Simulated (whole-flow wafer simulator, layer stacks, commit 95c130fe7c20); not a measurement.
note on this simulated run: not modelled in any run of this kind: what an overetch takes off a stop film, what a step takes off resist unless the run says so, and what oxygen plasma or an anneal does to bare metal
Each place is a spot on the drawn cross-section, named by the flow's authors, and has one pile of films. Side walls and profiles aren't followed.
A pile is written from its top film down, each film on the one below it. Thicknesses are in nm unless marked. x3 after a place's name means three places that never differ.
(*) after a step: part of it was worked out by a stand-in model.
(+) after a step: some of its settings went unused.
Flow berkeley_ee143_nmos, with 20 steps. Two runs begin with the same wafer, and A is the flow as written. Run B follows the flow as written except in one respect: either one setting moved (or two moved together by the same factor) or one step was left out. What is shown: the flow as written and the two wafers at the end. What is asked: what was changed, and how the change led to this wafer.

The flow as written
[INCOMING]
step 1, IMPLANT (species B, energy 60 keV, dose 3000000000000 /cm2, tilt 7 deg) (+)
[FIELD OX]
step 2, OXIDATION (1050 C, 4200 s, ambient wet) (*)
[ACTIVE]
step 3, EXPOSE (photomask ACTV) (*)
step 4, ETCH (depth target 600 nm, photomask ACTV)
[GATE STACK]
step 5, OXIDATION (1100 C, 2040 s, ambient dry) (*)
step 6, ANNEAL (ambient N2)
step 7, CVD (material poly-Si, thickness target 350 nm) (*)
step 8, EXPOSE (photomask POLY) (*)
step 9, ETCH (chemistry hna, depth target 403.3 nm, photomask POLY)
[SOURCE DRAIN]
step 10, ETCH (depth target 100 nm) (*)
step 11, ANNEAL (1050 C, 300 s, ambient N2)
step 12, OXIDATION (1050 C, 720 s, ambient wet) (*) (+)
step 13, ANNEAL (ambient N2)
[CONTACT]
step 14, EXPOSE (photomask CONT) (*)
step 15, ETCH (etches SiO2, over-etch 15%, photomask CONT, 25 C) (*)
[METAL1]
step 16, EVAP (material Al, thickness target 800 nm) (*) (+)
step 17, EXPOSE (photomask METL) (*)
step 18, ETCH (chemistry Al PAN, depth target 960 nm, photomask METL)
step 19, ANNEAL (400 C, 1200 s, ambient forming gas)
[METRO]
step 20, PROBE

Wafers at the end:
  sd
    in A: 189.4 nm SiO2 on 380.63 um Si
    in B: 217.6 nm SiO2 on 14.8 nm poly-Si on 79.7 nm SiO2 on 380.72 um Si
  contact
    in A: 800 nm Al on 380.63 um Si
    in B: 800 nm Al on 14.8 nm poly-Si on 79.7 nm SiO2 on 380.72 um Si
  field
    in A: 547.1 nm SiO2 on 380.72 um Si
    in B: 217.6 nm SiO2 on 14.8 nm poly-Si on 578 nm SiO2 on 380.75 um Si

What caused this: step 9, ETCH: depth target 239.5 nm was run, whereas the flow has depth target 403.3 nm.

The path from the change to this, step by step:
  step 9, ETCH (chemistry hna, depth target 403.3 nm, photomask POLY)
      sd, contact, field: A poly-Si loses 350 (all of it) | B poly-Si loses 239.5
  step 10, ETCH (depth target 100 nm) (*)
      sd, contact: A SiO2 loses 79.7 (all of it) | B nothing
      field: A SiO2 loses 100 | B nothing
  step 12, OXIDATION (1050 C, 720 s, ambient wet) (*) (+)
      sd, contact: A SiO2 gains 189.4 (new film), Si loses 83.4 | B SiO2 gains 217.6 (new film), poly-Si loses 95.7
      field: A SiO2 gains 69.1, Si loses 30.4 | B SiO2 gains 217.6 (new film), poly-Si loses 95.7
  step 15, ETCH (etches SiO2, over-etch 15%, photomask CONT, 25 C) (*)
      contact: A SiO2 loses 189.4 (all of it) | B SiO2 loses 217.6 (all of it)
